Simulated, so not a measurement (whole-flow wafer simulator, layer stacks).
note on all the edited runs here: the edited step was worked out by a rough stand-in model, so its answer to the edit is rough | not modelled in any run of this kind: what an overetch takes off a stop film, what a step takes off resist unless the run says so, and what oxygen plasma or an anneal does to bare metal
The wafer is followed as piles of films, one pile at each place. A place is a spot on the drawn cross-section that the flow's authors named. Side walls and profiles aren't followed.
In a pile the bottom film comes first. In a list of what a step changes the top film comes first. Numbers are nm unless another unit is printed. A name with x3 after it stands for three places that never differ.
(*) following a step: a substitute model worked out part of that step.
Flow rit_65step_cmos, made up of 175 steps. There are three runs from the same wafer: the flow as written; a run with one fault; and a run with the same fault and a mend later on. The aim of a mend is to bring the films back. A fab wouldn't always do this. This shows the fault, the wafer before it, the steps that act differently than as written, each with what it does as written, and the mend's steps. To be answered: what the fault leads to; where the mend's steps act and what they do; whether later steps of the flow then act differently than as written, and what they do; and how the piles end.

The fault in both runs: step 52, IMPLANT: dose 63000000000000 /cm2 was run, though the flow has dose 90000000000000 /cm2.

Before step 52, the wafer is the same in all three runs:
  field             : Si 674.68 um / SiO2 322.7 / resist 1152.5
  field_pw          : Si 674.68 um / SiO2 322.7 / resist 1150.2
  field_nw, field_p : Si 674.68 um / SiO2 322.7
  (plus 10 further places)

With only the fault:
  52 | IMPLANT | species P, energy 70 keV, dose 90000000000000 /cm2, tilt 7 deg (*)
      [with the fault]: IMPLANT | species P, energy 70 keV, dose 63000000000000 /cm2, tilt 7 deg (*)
      acts as it does as written at every place that is followed
  Later steps of the flow acting differently than as written (not shown: 35 more steps that differ only slightly, by at most 2% or 0.5 nm, whichever is larger):
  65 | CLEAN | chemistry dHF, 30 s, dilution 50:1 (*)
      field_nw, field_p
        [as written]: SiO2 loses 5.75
        [with the fault]: SiO2 loses 4.99
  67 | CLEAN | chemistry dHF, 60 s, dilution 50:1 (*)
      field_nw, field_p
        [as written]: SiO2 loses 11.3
        [with the fault]: SiO2 loses 9.86
  At the end the piles are close to the flow's at the places that both follow, differing by at most 2% or 0.5 nm, whichever is larger.

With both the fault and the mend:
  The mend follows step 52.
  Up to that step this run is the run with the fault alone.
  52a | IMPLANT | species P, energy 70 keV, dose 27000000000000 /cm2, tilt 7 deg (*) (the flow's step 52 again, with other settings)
      alters no film at any place that is followed
  Later steps of the flow that are run all act as written at every place that is followed.
  At every place that both follow, the piles at the end match the flow's.
